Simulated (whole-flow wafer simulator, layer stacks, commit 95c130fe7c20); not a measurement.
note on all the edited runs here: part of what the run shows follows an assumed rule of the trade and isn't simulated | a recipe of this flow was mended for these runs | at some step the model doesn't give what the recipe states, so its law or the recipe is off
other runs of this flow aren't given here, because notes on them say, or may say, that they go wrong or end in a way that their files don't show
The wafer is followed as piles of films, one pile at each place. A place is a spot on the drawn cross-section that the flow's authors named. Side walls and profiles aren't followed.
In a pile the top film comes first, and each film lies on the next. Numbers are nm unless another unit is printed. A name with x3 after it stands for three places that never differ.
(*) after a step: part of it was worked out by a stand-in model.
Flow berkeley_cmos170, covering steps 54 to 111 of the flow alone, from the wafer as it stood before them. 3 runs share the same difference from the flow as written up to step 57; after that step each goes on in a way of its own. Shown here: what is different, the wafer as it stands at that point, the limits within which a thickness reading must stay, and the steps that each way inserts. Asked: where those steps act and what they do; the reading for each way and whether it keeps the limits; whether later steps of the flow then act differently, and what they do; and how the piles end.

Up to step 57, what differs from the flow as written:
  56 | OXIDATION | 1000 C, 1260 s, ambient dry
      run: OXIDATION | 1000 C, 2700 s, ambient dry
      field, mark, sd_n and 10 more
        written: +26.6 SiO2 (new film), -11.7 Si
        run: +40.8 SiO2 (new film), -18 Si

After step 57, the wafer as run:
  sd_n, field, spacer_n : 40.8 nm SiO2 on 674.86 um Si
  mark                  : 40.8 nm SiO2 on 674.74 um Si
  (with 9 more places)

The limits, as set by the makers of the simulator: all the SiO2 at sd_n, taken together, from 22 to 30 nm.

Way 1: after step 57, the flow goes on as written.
  The reading taken after step 57 is 40.8 nm, which is outside the limits.
  Steps further on in the flow that do not act as written (10 other steps are not shown; they differ only slightly, by no more than 2% or 0.5 nm, whichever is larger):
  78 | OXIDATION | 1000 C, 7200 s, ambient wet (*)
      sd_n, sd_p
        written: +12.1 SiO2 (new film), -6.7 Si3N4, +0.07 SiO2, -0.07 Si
        way: +12.1 SiO2 (new film), -6.7 Si3N4, +1.13 SiO2, -0.5 Si
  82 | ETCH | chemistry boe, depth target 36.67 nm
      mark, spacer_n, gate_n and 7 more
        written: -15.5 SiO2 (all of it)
        way: -29.7 SiO2 (all of it)
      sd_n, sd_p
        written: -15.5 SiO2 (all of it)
        way: -30.9 SiO2 (all of it)
  When the end is reached, the piles differ only a little from the flow's at the places that both follow, at most by 2% or 0.5 nm, whichever is larger.

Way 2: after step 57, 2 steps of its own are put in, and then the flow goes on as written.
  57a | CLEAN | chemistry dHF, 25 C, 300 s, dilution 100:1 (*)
      field, mark, sd_n and 10 more
        -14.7 SiO2
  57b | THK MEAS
      does not change any film at any place that is followed
  The reading taken after step 57b is 26.1 nm, which is within the limits.
  Every later step of the flow that is run acts as written, at every place that is followed, to within 2% or 0.5 nm, whichever is larger.
  When the end is reached, the piles differ only a little from the flow's at the places that both follow, at most by 2% or 0.5 nm, whichever is larger.

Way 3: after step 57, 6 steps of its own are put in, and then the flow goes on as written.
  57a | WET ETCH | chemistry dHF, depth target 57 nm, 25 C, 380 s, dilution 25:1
      field, mark, sd_n and 10 more
        -40.8 SiO2 (all of it)
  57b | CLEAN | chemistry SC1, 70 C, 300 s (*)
      field, mark, sd_n and 10 more
        +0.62 chemical SiO2 (new film), -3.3 Si
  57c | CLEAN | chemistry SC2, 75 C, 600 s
      does not change any film at any place that is followed
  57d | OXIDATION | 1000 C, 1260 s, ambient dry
      field, mark, sd_n and 10 more
        +26.6 SiO2 (new film), -0.62 chemical SiO2 (all of it), -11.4 Si
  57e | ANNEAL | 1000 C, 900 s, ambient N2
      does not change any film at any place that is followed
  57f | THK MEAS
      does not change any film at any place that is followed
  The reading taken after step 57f is 26.6 nm, which is within the limits.
  Every later step of the flow that is run acts as written, at every place that is followed, to within 2% or 0.5 nm, whichever is larger.
  When the end is reached, the piles differ only a little from the flow's at the places that both follow, at most by 2% or 0.5 nm, whichever is larger.

Inside the limits: way 2, way 3. Outside the limits: way 1.
